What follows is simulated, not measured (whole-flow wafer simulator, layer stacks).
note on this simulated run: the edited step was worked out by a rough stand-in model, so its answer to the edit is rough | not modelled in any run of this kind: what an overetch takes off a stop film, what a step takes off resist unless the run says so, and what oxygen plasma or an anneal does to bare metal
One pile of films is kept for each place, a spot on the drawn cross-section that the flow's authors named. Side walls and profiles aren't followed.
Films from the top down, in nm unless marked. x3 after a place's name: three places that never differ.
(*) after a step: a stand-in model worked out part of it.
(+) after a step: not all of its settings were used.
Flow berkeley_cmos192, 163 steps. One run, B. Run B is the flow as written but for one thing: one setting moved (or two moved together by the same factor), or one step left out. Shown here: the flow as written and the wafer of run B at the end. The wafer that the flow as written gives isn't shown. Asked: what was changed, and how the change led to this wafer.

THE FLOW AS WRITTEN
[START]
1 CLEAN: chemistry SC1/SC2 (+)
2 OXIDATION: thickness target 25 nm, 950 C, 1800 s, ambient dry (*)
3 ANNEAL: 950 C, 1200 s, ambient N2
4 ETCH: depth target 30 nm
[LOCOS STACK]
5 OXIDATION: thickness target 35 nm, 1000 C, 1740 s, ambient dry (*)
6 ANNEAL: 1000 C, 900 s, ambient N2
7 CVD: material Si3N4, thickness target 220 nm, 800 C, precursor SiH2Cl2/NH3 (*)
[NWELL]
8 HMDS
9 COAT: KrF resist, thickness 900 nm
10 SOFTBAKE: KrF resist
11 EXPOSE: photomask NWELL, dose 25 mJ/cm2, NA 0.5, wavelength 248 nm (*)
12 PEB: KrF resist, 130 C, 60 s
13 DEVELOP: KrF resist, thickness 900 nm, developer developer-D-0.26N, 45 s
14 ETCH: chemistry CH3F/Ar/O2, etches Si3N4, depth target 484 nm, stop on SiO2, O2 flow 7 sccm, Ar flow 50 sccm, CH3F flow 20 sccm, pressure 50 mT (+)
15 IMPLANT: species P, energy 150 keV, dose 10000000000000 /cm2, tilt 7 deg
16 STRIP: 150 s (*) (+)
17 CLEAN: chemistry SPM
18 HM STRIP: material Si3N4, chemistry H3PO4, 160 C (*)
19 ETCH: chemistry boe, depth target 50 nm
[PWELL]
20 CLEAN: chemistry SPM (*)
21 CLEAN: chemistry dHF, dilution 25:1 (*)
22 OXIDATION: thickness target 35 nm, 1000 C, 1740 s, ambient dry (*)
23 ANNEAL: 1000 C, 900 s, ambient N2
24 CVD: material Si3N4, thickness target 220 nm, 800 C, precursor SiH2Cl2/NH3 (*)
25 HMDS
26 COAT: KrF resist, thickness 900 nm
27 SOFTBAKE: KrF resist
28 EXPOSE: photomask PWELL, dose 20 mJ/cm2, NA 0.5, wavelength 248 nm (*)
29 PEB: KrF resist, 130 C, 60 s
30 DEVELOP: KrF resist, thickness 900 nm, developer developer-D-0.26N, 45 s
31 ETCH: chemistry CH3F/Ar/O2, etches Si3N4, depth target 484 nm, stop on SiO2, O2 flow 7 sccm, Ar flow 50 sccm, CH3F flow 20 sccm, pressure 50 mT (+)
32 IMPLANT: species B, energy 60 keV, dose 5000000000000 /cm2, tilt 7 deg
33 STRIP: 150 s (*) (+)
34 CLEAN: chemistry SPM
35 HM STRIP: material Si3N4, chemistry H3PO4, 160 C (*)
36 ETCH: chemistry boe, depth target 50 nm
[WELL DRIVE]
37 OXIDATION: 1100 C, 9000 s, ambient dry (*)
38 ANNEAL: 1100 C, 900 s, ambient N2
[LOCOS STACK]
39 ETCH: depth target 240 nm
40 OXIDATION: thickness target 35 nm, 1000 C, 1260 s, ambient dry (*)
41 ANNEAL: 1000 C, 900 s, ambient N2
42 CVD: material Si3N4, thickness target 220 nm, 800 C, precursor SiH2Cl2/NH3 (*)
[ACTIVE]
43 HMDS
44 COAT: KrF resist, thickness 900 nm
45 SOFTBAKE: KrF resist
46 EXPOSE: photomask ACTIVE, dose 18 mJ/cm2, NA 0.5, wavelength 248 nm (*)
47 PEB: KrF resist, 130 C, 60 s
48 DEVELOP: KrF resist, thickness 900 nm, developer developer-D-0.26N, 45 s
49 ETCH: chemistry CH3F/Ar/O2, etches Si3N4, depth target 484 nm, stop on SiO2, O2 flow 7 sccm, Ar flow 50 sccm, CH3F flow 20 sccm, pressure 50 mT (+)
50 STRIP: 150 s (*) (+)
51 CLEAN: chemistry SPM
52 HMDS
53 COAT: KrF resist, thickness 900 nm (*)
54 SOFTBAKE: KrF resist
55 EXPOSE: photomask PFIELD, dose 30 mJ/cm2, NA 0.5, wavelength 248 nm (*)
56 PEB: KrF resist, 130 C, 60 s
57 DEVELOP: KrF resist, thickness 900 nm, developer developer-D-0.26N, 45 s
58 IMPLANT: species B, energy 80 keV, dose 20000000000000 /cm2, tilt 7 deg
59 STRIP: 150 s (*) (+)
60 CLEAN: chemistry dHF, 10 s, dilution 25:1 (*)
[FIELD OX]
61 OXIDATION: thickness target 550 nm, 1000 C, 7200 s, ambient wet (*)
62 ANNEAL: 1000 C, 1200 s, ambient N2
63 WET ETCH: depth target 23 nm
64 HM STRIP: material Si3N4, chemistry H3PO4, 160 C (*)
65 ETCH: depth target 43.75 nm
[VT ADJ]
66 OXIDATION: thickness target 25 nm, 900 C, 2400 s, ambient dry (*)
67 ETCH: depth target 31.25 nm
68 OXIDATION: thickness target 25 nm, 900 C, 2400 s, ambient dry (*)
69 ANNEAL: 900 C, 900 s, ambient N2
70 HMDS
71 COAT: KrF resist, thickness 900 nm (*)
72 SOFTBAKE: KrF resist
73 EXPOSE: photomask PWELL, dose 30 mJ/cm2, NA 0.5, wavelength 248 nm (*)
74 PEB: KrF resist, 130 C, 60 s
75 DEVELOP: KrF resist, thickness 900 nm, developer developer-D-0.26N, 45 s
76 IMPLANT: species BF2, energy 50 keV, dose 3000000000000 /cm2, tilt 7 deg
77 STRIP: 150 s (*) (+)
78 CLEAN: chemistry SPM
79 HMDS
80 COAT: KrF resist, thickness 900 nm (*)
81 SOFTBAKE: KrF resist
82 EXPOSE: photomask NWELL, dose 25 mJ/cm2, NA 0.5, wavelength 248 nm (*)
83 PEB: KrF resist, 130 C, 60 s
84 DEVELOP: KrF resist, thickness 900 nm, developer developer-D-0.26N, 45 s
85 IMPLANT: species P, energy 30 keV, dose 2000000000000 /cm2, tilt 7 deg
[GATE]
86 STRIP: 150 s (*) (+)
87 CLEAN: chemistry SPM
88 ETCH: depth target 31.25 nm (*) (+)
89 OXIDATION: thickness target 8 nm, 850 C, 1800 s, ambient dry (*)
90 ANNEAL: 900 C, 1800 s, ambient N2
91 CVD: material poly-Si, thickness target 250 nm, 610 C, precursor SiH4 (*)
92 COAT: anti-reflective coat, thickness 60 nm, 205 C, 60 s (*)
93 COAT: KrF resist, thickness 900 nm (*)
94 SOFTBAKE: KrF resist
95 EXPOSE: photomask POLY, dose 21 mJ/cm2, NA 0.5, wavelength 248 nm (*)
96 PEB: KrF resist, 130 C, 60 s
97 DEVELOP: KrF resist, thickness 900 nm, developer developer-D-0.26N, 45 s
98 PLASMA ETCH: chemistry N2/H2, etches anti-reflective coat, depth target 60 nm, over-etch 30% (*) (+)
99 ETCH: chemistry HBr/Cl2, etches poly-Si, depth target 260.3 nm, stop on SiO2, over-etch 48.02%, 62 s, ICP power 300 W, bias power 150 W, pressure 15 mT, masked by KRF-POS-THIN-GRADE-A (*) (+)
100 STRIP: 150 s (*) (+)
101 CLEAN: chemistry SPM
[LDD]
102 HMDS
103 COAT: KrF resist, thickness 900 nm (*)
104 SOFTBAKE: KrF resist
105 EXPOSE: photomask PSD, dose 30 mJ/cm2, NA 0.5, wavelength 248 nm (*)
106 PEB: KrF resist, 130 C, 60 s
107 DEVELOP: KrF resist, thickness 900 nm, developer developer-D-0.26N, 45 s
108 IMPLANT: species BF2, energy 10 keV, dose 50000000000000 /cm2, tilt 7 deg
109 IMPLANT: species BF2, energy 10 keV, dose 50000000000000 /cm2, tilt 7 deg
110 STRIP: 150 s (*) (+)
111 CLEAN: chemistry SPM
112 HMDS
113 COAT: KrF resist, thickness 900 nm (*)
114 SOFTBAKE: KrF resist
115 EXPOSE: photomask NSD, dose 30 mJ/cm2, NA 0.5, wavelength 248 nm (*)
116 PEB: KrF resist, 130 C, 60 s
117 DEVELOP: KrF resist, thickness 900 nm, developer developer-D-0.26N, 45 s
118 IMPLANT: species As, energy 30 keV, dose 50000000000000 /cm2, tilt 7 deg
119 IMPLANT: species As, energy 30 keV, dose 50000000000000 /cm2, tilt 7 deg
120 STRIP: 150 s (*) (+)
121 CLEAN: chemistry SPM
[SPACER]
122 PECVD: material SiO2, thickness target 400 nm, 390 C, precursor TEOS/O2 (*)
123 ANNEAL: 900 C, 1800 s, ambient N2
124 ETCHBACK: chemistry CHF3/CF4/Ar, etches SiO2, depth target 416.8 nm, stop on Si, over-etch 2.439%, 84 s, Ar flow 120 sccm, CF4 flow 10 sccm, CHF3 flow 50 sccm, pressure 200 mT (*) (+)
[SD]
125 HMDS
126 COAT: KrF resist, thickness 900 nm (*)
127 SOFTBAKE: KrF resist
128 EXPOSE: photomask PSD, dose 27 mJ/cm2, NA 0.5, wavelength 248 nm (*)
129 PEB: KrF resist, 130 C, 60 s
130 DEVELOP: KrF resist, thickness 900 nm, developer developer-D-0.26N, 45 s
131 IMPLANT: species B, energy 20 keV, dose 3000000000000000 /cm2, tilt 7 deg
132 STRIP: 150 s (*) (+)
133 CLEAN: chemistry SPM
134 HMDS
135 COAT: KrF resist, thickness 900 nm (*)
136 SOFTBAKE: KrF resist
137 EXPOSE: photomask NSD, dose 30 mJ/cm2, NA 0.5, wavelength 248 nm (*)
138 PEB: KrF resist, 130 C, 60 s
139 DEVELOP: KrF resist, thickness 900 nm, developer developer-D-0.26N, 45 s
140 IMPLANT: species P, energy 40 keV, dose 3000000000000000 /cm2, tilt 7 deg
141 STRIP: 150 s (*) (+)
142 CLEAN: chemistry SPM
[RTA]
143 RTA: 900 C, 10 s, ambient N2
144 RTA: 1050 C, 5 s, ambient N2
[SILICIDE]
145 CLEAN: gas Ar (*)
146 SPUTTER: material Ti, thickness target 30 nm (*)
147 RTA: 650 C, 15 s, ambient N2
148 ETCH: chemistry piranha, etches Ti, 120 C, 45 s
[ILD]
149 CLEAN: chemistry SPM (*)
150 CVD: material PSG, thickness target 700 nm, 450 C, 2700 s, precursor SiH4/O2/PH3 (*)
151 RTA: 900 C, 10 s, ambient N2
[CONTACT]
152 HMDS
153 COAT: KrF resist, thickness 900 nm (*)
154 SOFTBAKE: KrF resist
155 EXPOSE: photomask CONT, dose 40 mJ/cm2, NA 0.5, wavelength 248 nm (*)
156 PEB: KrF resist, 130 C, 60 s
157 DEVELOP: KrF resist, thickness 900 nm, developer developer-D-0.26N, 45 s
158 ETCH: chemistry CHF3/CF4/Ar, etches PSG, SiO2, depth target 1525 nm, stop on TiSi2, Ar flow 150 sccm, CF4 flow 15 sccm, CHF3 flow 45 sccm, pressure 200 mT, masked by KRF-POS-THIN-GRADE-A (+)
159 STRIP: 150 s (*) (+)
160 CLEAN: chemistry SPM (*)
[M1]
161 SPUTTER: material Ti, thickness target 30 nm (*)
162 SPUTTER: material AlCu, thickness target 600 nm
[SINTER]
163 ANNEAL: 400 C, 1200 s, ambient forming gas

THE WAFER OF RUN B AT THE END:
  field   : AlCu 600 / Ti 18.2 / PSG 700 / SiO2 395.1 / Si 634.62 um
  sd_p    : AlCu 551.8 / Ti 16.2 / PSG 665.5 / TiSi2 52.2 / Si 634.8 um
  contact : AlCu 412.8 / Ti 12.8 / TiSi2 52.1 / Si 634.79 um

The cause: step 161, SPUTTER: thickness target 18.21 nm was run, where the flow has thickness target 30 nm.
It can be read off the wafer: field has Ti 18.2, and step 161 as written asks for 30 nm.

How the change led to this, step by step:
  161 SPUTTER: material Ti, thickness target 30 nm (*)
      field, sd_n, spacer_n, gate, spacer_p, gate_p, m1: Ti +18.2 (new film) (as written it would be: Ti +30 (new film))
      sd_p: Ti +16.2 (new film) (as written it would be: Ti +26.6 (new film))
      (and at 1 more place)
